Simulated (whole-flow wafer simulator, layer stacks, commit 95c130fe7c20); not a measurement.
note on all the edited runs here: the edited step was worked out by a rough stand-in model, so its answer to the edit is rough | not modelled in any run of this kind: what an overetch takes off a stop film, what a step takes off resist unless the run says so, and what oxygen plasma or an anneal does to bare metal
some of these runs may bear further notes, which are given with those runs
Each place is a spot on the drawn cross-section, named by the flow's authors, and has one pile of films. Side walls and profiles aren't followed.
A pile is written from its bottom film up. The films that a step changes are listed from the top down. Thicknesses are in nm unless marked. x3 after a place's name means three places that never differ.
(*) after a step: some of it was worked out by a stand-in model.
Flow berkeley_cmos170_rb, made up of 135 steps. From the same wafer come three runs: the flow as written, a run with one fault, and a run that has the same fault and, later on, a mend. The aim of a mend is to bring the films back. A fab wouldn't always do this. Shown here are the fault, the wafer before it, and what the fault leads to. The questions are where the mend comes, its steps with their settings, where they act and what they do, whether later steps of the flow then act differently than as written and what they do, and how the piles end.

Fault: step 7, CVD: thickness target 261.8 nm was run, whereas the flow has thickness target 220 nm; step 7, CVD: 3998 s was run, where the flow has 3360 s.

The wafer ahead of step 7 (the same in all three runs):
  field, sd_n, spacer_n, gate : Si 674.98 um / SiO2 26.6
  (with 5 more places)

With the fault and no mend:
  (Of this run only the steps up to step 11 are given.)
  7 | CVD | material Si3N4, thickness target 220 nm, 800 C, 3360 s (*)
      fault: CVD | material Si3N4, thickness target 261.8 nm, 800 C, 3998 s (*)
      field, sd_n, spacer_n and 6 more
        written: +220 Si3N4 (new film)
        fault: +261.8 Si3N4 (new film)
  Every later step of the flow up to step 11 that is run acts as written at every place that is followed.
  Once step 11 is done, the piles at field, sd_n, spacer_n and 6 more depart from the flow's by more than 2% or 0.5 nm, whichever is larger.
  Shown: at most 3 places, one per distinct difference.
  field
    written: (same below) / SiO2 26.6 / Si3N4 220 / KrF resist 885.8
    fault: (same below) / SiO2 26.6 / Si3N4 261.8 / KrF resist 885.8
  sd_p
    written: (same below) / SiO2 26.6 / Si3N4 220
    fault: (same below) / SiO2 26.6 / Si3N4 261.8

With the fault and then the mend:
  The mend stands after step 7.
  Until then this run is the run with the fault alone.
  7a | ETCH | chemistry h3po4, depth target 300.6 nm
      field, sd_n, spacer_n and 6 more
        -261.8 Si3N4 (all of it)
  7b | CLEAN (*) (the flow's step 1 again)
      alters no film at any place that is followed
  7c | CVD | material Si3N4, thickness target 220 nm, 800 C, 3360 s (*) (the flow's step 7 again)
      field, sd_n, spacer_n and 6 more
        +220 Si3N4 (new film)
  Every later step of the flow that is run acts as written at every place that is followed.
  By the end, the piles equal the flow's at every place that both follow.
